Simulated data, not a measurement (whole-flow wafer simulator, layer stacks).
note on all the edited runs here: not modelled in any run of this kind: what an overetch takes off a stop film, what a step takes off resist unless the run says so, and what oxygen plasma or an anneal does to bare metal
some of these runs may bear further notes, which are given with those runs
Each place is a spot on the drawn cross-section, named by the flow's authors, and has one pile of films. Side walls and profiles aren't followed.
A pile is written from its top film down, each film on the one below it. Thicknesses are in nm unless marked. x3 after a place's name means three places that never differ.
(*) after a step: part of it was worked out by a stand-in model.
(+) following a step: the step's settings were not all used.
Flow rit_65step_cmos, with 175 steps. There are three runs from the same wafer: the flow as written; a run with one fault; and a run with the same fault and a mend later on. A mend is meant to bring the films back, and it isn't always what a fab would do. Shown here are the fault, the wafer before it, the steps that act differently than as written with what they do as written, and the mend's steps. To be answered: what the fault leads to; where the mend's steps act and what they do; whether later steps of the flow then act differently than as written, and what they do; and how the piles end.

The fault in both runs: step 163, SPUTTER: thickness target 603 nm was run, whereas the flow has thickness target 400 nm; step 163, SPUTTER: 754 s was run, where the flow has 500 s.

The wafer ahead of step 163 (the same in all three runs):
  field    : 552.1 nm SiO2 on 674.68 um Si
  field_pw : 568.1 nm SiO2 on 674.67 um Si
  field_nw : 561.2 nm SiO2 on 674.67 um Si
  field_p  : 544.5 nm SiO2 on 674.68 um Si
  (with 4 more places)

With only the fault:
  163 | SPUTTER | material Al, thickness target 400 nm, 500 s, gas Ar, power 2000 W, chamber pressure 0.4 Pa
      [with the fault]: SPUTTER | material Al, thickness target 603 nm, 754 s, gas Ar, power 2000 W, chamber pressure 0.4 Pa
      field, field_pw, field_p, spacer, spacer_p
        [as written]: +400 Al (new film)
        [with the fault]: +603 Al (new film)
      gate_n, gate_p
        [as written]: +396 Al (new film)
        [with the fault]: +554.4 Al (new film)
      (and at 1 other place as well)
  Steps further on in the flow that do not act as written (1 more step, not shown, differs only slightly: by at most 2% or 0.5 nm, whichever is larger):
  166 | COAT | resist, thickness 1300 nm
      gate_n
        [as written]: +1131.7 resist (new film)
        [with the fault]: +1178.9 resist (new film)
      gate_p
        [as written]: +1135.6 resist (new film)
        [with the fault]: +1182.1 resist (new film)
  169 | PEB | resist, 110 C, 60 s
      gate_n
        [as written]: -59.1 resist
        [with the fault]: -61.7 resist
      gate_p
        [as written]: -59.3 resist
        [with the fault]: -61.9 resist
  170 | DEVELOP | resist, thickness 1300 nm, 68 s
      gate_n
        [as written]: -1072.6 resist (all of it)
        [with the fault]: -1117.2 resist (all of it)
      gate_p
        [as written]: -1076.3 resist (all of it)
        [with the fault]: -1120.2 resist (all of it)
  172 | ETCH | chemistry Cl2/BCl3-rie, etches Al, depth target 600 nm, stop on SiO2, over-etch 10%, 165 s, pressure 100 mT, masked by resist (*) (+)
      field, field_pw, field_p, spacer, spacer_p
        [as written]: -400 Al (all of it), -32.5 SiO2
        [with the fault]: -603 Al (all of it), -7.12 SiO2
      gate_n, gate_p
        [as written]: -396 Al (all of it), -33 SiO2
        [with the fault]: -554.4 Al (all of it), -13.2 SiO2
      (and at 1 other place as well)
  By the end, the piles at field, field_pw, field_nw, field_p, gate_n, gate_p, spacer, spacer_p depart from the flow's by more than 2% or 0.5 nm, whichever is larger.
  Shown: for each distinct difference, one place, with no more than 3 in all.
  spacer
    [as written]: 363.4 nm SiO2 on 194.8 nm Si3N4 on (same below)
    [with the fault]: 388.8 nm SiO2 on 194.8 nm Si3N4 on (same below)
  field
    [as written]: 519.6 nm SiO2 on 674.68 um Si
    [with the fault]: 545 nm SiO2 on 674.68 um Si
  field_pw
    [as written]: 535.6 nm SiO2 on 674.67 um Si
    [with the fault]: 561 nm SiO2 on 674.67 um Si

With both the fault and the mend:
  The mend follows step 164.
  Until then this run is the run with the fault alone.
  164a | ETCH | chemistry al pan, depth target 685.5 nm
      field, field_pw, field_nw, field_p, spacer, spacer_p
        -603 Al (all of it)
      gate_n, gate_p
        -554.4 Al (all of it)
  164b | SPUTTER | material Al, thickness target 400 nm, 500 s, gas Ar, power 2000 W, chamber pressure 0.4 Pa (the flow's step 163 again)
      field, field_pw, field_p, spacer, spacer_p
        +400 Al (new film)
      gate_n, gate_p
        +396 Al (new film)
      field_nw
        +397.2 Al (new film)
  Every later step of the flow that is run acts as written at every place that is followed.
  By the end, the piles equal the flow's at every place that both follow.
